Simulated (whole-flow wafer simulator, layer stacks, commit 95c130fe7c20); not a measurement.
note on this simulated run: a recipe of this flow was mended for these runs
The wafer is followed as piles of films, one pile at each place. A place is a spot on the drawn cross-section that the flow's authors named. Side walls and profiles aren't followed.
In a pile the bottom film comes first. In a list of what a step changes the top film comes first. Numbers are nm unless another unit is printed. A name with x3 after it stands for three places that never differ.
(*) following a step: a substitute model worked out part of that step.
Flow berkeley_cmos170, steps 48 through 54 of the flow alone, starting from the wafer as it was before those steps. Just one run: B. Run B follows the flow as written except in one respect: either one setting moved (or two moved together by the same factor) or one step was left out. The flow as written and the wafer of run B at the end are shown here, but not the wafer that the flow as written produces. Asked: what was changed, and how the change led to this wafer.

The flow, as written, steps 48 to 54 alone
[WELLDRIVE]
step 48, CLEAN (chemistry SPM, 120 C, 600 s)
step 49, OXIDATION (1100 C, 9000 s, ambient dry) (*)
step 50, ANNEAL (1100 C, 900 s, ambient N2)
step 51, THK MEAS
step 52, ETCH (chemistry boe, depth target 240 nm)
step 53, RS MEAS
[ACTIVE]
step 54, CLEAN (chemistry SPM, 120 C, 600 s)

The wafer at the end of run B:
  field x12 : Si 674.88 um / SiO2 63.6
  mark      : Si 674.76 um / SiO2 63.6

The reason: step 52, ETCH: depth target 134 nm was run, though the flow has depth target 240 nm.

How this came from the change, step by step:
  step 52, ETCH (chemistry boe, depth target 240 nm)
      field x12, mark: SiO2 loses 134 (it would be, as written: SiO2 loses 197.6 (all of it))
  step 54, CLEAN (chemistry SPM, 120 C, 600 s)
      field x12, mark: nothing (it would be, as written: chemical SiO2 gains 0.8 (new film), Si loses 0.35)
